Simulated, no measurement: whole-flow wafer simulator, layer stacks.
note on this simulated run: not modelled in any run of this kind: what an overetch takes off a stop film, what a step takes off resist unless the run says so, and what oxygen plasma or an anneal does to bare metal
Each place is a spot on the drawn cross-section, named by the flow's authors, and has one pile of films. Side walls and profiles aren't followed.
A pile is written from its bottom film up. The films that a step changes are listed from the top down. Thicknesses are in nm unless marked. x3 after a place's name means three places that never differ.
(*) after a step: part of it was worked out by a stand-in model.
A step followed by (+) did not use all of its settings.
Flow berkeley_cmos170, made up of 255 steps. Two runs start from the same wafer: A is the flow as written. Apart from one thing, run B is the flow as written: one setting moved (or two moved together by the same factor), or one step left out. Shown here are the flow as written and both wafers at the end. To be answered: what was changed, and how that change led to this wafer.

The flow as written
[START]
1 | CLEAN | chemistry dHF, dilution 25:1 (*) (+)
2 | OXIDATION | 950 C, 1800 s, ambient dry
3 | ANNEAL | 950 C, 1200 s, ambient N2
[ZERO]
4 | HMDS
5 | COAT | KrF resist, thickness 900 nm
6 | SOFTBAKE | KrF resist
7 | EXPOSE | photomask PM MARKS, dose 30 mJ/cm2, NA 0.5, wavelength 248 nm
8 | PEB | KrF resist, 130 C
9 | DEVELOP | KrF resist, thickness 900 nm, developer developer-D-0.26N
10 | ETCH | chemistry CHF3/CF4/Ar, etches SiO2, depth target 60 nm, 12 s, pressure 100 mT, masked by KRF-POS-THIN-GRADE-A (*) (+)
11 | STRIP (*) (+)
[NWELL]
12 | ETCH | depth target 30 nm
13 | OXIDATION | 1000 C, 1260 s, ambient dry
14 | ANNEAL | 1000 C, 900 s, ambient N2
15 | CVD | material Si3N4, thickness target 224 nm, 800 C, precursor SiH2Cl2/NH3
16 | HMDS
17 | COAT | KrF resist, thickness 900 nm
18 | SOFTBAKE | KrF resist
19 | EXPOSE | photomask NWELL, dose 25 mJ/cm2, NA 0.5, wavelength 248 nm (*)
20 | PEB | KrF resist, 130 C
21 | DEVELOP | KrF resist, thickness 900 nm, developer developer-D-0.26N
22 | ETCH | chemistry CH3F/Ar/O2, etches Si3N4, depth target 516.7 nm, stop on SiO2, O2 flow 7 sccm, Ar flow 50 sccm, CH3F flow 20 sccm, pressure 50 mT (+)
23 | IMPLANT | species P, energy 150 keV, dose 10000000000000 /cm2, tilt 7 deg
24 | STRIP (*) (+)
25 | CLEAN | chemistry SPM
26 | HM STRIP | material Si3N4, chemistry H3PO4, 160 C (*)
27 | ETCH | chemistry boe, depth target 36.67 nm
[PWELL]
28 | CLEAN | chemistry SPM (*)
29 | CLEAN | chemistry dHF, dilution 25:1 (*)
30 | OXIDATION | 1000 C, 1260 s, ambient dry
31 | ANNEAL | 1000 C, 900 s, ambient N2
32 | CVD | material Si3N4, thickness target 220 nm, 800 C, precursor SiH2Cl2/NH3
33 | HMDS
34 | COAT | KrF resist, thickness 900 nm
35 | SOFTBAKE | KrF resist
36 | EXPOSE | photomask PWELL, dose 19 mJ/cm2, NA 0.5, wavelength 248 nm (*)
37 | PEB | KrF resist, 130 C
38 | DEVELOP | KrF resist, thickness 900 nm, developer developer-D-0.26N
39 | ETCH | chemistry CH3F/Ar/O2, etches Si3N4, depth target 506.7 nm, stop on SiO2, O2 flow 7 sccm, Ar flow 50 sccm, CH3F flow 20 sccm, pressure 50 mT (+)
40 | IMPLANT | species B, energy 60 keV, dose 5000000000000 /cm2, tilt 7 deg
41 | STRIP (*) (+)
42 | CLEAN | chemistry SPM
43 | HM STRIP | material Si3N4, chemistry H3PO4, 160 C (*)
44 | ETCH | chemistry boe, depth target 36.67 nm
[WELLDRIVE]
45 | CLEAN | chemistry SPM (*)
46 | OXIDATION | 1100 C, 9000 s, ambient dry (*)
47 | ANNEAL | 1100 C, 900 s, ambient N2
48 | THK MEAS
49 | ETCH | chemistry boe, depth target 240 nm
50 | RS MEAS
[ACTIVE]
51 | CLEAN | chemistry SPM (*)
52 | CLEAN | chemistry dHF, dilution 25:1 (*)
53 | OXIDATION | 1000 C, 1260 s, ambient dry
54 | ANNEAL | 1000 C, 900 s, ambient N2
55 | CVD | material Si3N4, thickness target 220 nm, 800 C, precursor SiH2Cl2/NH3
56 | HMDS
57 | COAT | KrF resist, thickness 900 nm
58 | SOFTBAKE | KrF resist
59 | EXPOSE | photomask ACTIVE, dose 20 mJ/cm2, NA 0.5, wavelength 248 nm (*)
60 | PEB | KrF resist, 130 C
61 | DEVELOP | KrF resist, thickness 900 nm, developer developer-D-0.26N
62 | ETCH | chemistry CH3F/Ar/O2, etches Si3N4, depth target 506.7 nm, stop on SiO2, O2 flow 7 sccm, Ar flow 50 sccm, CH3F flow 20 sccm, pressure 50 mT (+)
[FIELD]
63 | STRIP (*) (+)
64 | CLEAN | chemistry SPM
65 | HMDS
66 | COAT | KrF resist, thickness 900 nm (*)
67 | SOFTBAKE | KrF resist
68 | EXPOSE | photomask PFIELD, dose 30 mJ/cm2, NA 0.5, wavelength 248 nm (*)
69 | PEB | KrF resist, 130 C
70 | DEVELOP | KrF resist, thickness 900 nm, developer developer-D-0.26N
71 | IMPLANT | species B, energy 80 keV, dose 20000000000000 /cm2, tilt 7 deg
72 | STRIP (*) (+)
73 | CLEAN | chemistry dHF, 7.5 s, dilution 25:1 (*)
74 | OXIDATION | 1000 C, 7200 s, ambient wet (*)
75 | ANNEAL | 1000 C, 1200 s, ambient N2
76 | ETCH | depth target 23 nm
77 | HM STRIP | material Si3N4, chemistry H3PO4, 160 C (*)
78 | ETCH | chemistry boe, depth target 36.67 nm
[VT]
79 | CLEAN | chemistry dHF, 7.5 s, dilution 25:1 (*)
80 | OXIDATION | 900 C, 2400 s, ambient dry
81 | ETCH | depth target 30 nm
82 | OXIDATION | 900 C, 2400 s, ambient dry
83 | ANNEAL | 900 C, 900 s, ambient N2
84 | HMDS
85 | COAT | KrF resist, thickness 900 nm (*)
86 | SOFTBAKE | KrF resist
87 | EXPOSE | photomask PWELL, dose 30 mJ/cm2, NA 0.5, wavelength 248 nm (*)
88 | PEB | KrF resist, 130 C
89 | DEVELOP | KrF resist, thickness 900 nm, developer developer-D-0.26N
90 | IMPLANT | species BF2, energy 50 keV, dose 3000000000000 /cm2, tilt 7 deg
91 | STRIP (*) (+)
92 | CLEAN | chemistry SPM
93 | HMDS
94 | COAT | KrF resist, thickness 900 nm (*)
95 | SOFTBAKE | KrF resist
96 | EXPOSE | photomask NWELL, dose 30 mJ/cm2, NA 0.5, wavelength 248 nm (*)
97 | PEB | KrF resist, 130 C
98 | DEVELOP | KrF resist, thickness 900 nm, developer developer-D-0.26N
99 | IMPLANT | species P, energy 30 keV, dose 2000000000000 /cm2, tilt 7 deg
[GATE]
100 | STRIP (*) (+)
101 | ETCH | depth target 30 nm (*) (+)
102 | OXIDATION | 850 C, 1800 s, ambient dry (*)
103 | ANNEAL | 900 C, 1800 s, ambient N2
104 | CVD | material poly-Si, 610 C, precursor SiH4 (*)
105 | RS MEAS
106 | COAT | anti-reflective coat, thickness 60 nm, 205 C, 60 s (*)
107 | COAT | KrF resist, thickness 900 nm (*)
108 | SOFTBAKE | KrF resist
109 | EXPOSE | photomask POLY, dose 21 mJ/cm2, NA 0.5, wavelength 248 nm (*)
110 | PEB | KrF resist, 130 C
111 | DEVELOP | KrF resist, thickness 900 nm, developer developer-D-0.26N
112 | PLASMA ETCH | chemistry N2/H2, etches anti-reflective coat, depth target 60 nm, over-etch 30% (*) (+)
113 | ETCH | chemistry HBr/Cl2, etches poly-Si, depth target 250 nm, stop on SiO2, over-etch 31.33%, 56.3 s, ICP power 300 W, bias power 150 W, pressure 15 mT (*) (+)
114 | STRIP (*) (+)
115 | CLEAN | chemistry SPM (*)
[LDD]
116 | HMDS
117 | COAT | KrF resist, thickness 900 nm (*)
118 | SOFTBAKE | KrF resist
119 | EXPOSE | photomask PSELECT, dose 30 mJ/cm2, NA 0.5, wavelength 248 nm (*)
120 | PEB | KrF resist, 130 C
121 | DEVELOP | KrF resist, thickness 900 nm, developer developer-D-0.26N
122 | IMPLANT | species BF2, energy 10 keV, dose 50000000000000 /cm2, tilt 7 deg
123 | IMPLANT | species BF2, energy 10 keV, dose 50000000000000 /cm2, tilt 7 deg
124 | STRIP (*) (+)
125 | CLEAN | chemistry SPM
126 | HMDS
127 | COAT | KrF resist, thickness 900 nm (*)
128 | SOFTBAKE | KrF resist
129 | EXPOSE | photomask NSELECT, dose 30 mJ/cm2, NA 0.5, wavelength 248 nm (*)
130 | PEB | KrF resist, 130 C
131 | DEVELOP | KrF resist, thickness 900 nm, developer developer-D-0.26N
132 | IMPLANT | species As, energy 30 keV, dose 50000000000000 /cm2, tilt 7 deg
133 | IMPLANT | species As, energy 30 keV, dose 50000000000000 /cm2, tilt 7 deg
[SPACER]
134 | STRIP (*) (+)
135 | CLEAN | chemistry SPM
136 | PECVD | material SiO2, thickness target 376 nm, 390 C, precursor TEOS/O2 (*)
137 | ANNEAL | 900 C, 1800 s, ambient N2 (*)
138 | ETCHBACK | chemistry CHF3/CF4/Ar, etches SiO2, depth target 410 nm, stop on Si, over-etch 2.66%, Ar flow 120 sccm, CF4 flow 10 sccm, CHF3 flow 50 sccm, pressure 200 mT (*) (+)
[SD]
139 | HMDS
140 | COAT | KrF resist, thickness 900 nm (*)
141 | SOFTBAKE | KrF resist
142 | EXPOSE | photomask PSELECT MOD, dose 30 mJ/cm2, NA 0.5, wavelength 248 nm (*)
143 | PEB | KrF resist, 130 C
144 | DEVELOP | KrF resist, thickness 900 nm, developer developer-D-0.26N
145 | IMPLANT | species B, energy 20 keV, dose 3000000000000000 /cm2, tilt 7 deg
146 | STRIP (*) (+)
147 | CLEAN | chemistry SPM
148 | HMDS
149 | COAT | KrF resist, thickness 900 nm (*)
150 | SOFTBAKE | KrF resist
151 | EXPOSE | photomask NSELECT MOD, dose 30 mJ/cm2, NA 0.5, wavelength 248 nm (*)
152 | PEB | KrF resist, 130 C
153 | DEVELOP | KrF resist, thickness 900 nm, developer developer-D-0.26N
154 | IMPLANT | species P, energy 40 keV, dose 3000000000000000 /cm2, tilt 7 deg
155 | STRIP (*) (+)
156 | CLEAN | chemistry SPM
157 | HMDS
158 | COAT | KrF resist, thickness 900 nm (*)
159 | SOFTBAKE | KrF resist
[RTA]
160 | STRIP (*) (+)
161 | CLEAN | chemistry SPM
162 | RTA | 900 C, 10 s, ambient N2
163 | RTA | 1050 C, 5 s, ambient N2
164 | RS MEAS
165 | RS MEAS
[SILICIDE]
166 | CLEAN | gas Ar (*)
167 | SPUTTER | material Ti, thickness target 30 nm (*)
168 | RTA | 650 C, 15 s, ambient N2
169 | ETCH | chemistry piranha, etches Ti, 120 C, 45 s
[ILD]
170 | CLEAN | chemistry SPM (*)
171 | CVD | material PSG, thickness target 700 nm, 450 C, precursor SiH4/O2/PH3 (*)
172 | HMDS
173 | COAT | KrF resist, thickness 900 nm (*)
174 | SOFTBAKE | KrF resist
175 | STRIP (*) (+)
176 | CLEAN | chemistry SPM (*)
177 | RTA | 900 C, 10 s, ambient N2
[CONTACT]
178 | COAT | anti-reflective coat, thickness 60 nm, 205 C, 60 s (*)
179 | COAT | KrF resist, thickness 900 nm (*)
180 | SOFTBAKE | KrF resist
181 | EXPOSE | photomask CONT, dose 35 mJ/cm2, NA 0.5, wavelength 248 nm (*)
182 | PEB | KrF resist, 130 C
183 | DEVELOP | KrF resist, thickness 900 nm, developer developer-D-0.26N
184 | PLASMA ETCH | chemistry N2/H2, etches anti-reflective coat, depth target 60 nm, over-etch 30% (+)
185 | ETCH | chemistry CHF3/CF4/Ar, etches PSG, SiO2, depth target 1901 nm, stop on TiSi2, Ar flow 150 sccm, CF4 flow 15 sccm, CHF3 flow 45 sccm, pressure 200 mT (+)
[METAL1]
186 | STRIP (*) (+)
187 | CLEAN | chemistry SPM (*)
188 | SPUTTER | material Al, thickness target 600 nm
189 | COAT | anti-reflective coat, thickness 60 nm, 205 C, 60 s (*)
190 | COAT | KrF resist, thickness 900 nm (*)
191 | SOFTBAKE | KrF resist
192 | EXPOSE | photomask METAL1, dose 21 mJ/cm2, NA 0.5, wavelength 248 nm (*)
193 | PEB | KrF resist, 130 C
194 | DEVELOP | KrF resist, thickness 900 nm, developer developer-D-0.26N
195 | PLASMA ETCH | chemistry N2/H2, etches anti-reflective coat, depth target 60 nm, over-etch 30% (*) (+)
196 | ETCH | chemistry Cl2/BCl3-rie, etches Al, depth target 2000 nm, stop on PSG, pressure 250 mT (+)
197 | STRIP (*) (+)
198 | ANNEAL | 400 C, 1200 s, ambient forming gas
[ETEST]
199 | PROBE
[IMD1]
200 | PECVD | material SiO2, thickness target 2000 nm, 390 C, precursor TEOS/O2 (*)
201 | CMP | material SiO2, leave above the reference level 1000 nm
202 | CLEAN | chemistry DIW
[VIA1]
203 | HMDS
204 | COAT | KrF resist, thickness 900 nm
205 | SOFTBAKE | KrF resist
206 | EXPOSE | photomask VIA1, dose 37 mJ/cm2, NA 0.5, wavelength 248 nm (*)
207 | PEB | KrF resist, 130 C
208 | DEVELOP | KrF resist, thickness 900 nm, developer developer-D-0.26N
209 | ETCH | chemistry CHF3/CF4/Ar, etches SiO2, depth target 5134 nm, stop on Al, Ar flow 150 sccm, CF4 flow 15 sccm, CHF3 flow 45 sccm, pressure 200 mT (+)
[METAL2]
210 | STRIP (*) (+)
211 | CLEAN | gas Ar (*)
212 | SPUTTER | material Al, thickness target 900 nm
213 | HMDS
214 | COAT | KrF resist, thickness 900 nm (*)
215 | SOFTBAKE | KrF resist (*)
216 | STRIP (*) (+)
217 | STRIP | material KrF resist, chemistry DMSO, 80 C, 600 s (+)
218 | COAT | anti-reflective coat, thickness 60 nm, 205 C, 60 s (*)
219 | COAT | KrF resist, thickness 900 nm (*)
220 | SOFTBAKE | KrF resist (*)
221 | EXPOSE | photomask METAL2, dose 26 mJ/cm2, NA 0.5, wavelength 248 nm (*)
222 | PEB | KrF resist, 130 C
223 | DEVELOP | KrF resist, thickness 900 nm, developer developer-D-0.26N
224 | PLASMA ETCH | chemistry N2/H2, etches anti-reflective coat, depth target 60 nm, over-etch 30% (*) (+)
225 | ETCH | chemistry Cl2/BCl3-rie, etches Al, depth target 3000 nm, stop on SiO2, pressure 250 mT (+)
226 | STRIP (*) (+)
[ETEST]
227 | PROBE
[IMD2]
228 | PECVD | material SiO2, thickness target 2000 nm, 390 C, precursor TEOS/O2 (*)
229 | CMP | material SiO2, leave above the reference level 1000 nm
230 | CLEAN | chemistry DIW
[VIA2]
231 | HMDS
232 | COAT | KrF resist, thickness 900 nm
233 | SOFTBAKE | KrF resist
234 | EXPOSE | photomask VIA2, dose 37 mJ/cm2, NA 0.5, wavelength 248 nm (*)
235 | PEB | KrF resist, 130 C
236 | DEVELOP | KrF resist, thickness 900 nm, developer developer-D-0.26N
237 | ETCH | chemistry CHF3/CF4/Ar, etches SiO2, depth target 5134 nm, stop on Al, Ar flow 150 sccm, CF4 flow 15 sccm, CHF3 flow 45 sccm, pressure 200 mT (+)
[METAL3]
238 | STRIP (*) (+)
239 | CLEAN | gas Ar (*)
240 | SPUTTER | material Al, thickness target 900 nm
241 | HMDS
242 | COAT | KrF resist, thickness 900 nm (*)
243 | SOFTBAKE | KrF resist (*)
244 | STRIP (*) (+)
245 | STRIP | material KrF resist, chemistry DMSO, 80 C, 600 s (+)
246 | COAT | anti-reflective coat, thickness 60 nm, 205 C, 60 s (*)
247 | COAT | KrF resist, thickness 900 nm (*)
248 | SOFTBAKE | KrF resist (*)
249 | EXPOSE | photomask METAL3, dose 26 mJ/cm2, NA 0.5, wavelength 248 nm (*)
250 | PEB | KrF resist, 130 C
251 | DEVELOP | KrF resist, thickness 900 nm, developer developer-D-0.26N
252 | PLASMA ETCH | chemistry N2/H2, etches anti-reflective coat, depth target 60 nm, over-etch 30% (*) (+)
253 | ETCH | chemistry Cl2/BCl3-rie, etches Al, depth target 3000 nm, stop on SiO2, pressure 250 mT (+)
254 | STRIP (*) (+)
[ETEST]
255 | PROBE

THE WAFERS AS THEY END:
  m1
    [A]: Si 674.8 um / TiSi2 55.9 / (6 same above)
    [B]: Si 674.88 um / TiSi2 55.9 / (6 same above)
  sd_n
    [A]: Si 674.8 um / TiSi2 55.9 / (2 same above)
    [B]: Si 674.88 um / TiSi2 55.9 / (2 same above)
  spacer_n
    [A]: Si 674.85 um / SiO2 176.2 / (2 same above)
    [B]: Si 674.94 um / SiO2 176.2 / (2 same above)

Cause: step 46, OXIDATION: 1100 C, 9000 s, ambient dry (*), was skipped.

Step by step, how the change led to this:
  49 | ETCH | chemistry boe, depth target 240 nm
      field, sd_n, spacer_n and 9 more: A -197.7 SiO2 (all of it) | B -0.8 chemical SiO2 (all of it)
